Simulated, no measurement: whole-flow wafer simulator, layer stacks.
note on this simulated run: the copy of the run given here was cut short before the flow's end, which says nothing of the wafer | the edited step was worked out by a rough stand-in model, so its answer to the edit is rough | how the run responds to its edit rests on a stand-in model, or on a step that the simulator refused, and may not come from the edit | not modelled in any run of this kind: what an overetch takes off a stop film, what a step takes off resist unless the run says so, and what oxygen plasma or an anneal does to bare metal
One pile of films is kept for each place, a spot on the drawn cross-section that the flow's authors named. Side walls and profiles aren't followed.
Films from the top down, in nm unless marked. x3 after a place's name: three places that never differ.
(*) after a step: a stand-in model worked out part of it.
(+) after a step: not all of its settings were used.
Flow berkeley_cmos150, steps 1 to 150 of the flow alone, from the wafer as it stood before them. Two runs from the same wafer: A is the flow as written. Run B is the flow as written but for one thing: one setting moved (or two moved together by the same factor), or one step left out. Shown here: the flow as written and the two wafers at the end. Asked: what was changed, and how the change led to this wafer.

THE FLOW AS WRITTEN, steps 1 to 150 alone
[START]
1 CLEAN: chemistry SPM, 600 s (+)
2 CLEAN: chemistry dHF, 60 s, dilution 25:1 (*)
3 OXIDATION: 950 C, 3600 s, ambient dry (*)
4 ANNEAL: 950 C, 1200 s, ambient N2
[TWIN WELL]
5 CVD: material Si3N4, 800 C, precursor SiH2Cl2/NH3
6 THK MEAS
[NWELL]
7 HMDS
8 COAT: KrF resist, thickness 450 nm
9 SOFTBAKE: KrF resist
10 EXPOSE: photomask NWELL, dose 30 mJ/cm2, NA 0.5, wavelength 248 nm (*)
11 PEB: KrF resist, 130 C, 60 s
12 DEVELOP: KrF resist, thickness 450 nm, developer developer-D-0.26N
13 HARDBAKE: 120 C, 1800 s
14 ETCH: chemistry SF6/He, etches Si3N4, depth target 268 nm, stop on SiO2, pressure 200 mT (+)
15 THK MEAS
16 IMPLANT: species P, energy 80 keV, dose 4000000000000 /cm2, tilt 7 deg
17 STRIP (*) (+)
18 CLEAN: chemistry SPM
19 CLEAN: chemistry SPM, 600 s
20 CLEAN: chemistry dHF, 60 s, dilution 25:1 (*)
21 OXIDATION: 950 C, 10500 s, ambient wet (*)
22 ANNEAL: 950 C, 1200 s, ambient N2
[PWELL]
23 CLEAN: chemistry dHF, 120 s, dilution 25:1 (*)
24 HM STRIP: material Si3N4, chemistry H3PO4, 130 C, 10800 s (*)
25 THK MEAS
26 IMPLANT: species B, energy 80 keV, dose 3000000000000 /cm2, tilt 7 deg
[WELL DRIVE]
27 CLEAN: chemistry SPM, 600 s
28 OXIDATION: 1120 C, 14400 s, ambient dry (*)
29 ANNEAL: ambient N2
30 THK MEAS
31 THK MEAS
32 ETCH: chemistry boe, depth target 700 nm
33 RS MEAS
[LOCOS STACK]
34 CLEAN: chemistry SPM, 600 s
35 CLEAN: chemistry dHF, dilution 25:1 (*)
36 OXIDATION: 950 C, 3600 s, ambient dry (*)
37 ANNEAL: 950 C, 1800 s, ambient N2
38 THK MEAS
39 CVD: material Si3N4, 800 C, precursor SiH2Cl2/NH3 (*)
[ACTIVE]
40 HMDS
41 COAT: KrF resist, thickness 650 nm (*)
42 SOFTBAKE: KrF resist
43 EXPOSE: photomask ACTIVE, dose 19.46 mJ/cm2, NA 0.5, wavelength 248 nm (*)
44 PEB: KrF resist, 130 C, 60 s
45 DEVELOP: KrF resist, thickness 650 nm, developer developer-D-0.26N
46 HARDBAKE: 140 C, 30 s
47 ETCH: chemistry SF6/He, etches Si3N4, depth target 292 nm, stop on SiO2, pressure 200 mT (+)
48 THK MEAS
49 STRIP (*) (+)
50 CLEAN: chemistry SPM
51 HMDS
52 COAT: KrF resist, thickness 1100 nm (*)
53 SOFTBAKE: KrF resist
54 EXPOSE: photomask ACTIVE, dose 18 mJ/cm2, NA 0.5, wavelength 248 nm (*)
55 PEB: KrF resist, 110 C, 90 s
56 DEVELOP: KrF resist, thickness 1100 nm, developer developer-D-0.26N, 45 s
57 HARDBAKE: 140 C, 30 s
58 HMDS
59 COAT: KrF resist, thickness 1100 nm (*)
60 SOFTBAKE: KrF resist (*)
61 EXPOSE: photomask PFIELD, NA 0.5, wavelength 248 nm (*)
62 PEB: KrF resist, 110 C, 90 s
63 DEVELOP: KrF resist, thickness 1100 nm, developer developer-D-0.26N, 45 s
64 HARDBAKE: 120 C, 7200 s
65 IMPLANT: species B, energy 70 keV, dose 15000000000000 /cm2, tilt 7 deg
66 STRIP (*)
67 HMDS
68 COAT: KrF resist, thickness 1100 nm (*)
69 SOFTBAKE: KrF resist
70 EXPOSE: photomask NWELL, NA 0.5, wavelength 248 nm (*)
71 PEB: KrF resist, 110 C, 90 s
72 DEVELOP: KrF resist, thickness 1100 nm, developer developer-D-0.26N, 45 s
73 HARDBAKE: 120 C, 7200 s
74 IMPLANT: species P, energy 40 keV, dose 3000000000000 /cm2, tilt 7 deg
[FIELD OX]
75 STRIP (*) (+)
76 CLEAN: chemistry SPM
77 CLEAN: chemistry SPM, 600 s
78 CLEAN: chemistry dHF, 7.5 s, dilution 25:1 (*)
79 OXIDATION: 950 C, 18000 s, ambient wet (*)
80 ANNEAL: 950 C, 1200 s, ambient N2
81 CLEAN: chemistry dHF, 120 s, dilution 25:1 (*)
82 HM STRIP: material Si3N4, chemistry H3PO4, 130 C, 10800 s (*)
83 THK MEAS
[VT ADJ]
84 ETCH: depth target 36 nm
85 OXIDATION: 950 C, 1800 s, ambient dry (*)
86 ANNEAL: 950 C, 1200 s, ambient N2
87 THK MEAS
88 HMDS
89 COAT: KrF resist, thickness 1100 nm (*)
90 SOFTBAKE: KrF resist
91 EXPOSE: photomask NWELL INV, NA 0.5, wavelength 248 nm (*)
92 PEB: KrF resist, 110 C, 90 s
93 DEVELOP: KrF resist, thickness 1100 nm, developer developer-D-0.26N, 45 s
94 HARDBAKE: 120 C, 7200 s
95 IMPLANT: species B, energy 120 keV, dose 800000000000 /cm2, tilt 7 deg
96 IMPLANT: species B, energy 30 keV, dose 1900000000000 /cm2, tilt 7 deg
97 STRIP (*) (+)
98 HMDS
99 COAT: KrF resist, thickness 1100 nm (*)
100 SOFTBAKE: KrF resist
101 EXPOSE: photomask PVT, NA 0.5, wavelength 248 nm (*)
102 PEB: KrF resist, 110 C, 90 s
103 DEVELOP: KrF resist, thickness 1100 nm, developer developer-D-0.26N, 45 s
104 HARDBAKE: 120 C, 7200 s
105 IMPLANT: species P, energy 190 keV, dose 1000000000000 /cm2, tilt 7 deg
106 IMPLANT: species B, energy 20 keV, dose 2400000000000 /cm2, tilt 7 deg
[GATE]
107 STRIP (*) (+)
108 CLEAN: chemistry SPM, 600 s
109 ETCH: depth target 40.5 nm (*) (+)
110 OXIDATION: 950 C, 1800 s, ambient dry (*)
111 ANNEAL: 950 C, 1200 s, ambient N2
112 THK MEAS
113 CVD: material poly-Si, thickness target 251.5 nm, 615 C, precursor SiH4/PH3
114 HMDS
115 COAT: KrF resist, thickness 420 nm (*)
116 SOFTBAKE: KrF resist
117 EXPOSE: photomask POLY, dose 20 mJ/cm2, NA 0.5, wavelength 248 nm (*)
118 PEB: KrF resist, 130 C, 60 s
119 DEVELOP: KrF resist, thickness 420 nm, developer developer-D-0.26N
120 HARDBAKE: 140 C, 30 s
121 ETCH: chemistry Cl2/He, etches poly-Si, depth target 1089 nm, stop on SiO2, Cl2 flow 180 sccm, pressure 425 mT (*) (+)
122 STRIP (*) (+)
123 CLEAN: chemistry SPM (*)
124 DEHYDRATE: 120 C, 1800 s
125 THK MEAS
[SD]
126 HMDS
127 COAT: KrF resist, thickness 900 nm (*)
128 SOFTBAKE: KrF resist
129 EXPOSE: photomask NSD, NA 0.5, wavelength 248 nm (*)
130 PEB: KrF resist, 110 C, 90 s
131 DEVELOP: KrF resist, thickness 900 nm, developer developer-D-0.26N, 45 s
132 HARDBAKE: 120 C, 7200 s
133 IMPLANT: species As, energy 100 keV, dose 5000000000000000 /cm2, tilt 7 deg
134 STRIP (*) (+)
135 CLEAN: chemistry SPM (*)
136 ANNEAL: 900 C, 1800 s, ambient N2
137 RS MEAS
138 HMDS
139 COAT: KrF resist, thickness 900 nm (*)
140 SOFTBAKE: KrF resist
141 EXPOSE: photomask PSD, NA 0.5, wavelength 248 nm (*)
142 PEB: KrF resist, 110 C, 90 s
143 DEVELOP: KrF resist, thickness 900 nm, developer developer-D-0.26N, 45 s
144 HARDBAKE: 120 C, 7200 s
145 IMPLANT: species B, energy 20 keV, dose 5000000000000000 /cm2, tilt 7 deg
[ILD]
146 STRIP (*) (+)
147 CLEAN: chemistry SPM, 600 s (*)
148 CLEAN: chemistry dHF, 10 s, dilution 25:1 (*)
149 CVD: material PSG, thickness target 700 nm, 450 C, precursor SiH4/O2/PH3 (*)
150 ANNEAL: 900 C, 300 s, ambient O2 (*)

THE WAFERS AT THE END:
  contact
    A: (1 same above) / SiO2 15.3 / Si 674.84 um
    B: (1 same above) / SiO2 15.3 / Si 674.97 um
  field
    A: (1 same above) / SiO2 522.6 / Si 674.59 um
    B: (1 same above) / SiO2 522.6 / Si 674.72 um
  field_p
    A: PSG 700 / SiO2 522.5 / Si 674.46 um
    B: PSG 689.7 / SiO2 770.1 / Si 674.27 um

The cause: step 21, OXIDATION: 1140 C was run, where the flow has 950 C.

How the change led to this, step by step:
  21 OXIDATION: 950 C, 10500 s, ambient wet (*)
      field, sd_n, gate_n, contact, m1: A SiO2 +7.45 (new film), Si3N4 -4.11 | B SiO2 +68.7 (new film), Si3N4 -37.9
      field_p, sd_p, gate_p: A SiO2 +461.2, Si -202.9 | B SiO2 +1162.2, Si -511.4
  23 CLEAN: chemistry dHF, 120 s, dilution 25:1 (*)
      field, sd_n, gate_n, contact, m1: A SiO2 -7.45 (all of it), Si3N4 -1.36 | B SiO2 -23
  24 HM STRIP: material Si3N4, chemistry H3PO4, 130 C, 10800 s (*)
      field, sd_n, gate_n, contact, m1: A Si3N4 -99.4 (all of it), SiO2 -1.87 | B SiO2 -2.72
  28 OXIDATION: 1120 C, 14400 s, ambient dry (*)
      field, sd_n, gate_n, contact, m1: A SiO2 +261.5, Si -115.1 | B nothing
      field_p, sd_p, gate_p: A SiO2 +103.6, Si -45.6 | B SiO2 +47.6, Si -21
  32 ETCH: chemistry boe, depth target 700 nm
      field_p, sd_p, gate_p: A SiO2 -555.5 (all of it) | B SiO2 -700
      field, sd_n, gate_n, contact, m1: A SiO2 -291.1 (all of it) | B SiO2 -43 (all of it)
  34 CLEAN: chemistry SPM, 600 s
      field, field_p, sd_n, gate_n, sd_p, gate_p, contact, m1: A chemical SiO2 +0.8 (new film), Si -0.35 | B nothing
  35 CLEAN: chemistry dHF, dilution 25:1 (*)
      field, field_p, sd_n, gate_n, sd_p, gate_p, contact, m1: A chemical SiO2 -0.8 (all of it) | B nothing
  36 OXIDATION: 950 C, 3600 s, ambient dry (*)
      field, sd_n, gate_n, contact, m1: A SiO2 +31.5 (new film), Si -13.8 | B nothing
      field_p, sd_p, gate_p: A SiO2 +31.5 (new film), Si -13.8 | B SiO2 +5.16, Si -2.27
  39 CVD: material Si3N4, 800 C, precursor SiH2Cl2/NH3 (*)
      field, sd_n, gate_n, contact, m1: A Si3N4 +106 (new film) | B Si3N4 +106
  41 COAT: KrF resist, thickness 650 nm (*)
      field: A KrF resist +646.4 (new film) | B KrF resist +618.1 (new film)
  45 DEVELOP: KrF resist, thickness 650 nm, developer developer-D-0.26N
      field: A KrF resist -645.4 (all of it) | B KrF resist -617.2 (all of it)
  47 ETCH: chemistry SF6/He, etches Si3N4, depth target 292 nm, stop on SiO2, pressure 200 mT (+)
      sd_n, gate_n, sd_p, gate_p, contact, m1: A KrF resist -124 | B KrF resist -196.8
      field: A Si3N4 -106 (all of it), SiO2 -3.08 | B Si3N4 -173 (all of it), SiO2 -3.08
      (and at 1 more place)
  49 STRIP (*) (+)
      sd_n: A KrF resist -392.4 (all of it) | B KrF resist -320.1 (all of it)
      gate_n: A KrF resist -400.6 (all of it) | B KrF resist -327.9 (all of it)
      (and at 4 more places)
  52 COAT: KrF resist, thickness 1100 nm (*)
      field: A KrF resist +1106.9 (new film) | B KrF resist +1135.4 (new film)
      sd_n: A KrF resist +1019.1 (new film) | B KrF resist +984.4 (new film)
      (and at 5 more places)
  56 DEVELOP: KrF resist, thickness 1100 nm, developer developer-D-0.26N, 45 s
      field: A KrF resist -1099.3 (all of it) | B KrF resist -1127.5 (all of it)
  57 HARDBAKE: 140 C, 30 s
      sd_n: A KrF resist -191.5 | B KrF resist -185
      gate_n: A KrF resist -195.3 | B KrF resist -189.9
      (and at 4 more places)
  ... 30 more steps ...
  149 CVD: material PSG, thickness target 700 nm, 450 C, precursor SiH4/O2/PH3 (*)
      sd_p: A PSG +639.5 (new film) | B PSG +663.2 (new film)
